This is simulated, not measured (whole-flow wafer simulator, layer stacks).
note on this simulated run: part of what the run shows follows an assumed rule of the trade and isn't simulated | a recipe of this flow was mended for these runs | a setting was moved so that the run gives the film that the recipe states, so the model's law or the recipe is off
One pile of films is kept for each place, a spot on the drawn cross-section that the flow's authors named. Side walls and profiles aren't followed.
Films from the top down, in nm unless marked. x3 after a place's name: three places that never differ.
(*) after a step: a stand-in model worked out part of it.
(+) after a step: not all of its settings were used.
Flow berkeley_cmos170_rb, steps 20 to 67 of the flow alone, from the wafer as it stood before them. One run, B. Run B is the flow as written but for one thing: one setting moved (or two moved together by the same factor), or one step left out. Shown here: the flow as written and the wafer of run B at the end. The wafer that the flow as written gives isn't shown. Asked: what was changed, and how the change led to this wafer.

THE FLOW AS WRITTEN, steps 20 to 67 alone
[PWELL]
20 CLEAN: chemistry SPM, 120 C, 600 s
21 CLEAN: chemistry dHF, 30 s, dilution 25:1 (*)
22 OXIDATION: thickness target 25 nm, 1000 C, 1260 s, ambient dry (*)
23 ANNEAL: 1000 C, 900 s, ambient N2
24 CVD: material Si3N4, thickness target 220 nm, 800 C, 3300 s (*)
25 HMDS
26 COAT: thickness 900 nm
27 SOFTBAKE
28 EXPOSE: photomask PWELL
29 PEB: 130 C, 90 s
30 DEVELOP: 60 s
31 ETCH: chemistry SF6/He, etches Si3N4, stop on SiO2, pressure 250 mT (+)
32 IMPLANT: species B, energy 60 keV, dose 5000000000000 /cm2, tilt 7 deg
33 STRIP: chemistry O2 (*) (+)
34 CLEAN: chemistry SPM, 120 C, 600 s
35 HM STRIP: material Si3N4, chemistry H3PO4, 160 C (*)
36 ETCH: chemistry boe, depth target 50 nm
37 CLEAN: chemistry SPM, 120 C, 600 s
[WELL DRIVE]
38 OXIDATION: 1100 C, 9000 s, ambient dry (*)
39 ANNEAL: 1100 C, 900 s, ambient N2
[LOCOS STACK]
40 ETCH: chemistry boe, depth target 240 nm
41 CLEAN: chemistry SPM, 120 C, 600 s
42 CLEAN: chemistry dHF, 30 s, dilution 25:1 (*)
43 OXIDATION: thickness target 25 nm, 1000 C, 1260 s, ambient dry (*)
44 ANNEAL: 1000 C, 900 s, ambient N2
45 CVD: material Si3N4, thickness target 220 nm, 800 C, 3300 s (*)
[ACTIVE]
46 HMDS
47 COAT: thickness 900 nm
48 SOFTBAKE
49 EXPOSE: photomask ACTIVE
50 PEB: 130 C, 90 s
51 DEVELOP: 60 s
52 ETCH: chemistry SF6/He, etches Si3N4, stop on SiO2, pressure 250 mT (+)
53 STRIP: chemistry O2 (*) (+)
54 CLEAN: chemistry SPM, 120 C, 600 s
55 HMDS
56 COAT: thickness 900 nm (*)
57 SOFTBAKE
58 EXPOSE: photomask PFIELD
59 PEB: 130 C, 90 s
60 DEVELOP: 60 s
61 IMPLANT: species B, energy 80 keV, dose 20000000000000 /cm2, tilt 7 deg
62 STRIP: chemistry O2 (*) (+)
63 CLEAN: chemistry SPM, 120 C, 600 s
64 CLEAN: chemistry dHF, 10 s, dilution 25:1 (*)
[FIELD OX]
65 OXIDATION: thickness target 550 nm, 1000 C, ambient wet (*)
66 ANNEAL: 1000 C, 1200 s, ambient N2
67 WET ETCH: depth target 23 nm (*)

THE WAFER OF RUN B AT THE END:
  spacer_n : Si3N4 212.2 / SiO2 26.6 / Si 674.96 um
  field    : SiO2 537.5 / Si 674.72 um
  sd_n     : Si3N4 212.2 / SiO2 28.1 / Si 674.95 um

The cause: step 38, OXIDATION: 1100 C, 9000 s, ambient dry (*), was left out.

How the change led to this, step by step:
  40 ETCH: chemistry boe, depth target 240 nm
      field, sd_n, spacer_n and 6 more: chemical SiO2 -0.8 (all of it) (as written it would be: SiO2 -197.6 (all of it))
